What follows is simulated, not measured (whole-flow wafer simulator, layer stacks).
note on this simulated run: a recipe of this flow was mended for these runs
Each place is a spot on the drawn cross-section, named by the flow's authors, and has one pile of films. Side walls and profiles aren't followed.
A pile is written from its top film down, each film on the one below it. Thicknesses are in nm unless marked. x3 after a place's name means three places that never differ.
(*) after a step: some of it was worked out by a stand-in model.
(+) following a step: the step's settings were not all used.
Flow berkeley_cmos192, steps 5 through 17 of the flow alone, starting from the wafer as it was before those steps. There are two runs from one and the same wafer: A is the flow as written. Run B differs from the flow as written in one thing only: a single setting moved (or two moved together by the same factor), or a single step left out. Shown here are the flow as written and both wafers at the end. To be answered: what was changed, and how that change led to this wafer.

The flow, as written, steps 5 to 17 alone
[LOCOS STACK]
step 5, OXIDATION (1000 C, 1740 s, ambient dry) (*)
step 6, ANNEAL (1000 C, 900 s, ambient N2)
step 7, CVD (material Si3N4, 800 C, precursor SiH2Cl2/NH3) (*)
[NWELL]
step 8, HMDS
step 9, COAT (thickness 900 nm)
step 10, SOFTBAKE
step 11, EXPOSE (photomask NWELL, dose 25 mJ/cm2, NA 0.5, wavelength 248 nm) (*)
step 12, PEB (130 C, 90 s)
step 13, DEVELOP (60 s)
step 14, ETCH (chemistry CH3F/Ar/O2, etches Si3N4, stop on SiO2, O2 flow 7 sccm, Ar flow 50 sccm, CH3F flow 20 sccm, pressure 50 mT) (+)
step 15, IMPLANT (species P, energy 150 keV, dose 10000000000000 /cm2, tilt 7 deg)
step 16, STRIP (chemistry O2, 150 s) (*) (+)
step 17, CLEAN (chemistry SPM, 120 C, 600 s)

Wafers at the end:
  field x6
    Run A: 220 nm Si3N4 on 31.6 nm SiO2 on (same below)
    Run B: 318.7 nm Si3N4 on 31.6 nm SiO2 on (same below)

Cause: step 7, CVD: 832 C was run, whereas the flow has 800 C.

The path from the change to this, step by step:
  step 7, CVD (material Si3N4, 800 C, precursor SiH2Cl2/NH3) (*)
      field x6, sd_p x3: A Si3N4 gains 220 (new film) | B Si3N4 gains 318.7 (new film)
  step 14, ETCH (chemistry CH3F/Ar/O2, etches Si3N4, stop on SiO2, O2 flow 7 sccm, Ar flow 50 sccm, CH3F flow 20 sccm, pressure 50 mT) (+)
      field x6: A KrF-resist loses 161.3 | B KrF-resist loses 227.2
      sd_p x3: A Si3N4 loses 220 (all of it), SiO2 loses 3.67 | B Si3N4 loses 318.7 (all of it), SiO2 loses 3.67
  step 16, STRIP (chemistry O2, 150 s) (*) (+)
      field x6: A KrF-resist loses 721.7 (all of it) | B KrF-resist loses 655.9 (all of it)
